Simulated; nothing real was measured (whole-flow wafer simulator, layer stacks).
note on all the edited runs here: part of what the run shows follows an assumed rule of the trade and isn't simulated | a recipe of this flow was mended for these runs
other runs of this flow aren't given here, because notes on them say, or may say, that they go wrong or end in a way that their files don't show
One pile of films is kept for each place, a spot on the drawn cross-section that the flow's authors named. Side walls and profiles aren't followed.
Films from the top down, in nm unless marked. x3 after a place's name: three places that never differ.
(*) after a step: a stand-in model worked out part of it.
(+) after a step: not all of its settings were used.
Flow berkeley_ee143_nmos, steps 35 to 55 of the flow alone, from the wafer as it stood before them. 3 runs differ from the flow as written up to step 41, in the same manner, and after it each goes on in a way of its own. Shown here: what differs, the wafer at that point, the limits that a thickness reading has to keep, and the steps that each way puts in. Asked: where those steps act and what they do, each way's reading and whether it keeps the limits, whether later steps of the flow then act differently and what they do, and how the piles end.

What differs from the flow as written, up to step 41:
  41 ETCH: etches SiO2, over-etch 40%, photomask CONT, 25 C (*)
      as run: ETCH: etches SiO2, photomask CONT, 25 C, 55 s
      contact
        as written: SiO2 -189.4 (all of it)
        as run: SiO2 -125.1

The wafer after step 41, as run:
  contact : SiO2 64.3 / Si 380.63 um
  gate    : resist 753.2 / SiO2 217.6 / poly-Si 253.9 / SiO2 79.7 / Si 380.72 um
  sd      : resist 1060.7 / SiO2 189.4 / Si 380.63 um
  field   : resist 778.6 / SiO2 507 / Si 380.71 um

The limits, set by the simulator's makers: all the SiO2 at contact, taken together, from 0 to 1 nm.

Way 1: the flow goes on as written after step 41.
  The reading after step 41: 64.3 nm, outside the limits.
  Later steps of the flow that act differently than as written (1 more step differs only slightly, by at most 2% or 0.5 nm, whichever is larger, and isn't shown):
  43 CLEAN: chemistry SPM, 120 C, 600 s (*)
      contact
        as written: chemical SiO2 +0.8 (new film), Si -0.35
        this way: nothing
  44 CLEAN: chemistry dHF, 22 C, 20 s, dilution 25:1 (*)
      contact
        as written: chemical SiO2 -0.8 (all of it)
        this way: SiO2 -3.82
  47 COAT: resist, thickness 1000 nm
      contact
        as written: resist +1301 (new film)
        this way: resist +1259 (new film)
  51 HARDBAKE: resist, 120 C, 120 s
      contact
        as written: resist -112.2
        this way: resist -108.3
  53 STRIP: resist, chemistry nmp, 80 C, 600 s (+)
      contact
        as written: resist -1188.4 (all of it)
        this way: resist -1150.2 (all of it)
  At the end the piles differ from the flow's by more than 2% or 0.5 nm, whichever is larger, at contact.
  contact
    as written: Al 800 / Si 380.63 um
    this way: Al 800 / SiO2 60.5 / Si 380.63 um

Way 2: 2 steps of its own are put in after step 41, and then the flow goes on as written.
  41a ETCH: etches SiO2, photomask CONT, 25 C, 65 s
      contact
        SiO2 -64.3 (all of it), Si -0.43
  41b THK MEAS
      changes no film at any place that is followed
  The reading after step 41b: 0 nm, within the limits.
  No later step of the flow acts differently than as written, at any place that is followed, by more than 2% or 0.5 nm, whichever is larger.
  At the end the piles differ from the flow's only slightly at the places that both follow, by at most 2% or 0.5 nm, whichever is larger.

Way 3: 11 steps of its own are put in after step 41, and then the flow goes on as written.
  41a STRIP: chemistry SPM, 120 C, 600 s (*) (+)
      gate
        resist -753.2 (all of it)
      sd
        resist -1060.7 (all of it)
      field
        resist -778.6 (all of it)
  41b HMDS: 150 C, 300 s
      changes no film at any place that is followed
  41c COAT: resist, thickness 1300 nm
      gate
        resist +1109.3 (new film)
      sd
        resist +1456.7 (new film)
      contact
        resist +1546 (new film)
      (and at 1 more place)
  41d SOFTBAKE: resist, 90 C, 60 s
      gate
        resist -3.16
      sd
        resist +2.16
      contact
        resist +3.58
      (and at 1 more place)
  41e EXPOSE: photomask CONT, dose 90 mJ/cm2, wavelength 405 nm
      changes no film at any place that is followed
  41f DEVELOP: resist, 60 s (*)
      gate, sd, field
        resist -0.41
      contact
        resist -1549.5 (all of it)
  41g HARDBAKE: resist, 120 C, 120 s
      gate
        resist -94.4
      sd
        resist -126.8
      field
        resist -96.4
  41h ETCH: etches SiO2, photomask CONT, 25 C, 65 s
      contact
        SiO2 -64.3 (all of it), Si -0.43
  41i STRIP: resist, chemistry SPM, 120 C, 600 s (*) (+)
      gate
        resist -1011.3 (all of it)
      sd
        resist -1331.7 (all of it)
      contact
        chemical SiO2 +0.8 (new film), Si -0.35
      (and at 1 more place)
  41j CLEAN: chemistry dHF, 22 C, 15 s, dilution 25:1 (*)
      gate, sd, field
        SiO2 -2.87
      contact
        chemical SiO2 -0.8 (all of it)
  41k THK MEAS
      changes no film at any place that is followed
  The reading after step 41k: 0 nm, within the limits.
  Later steps of the flow that act differently than as written (5 more steps differ only slightly, by at most 2% or 0.5 nm, whichever is larger, and aren't shown):
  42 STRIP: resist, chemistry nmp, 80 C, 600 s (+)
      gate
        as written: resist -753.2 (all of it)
        this way: nothing
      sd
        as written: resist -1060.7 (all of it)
        this way: nothing
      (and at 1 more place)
  At the end the piles differ from the flow's only slightly at the places that both follow, by at most 2% or 0.5 nm, whichever is larger.

Within the limits: way 2, way 3. Outside them: way 1.
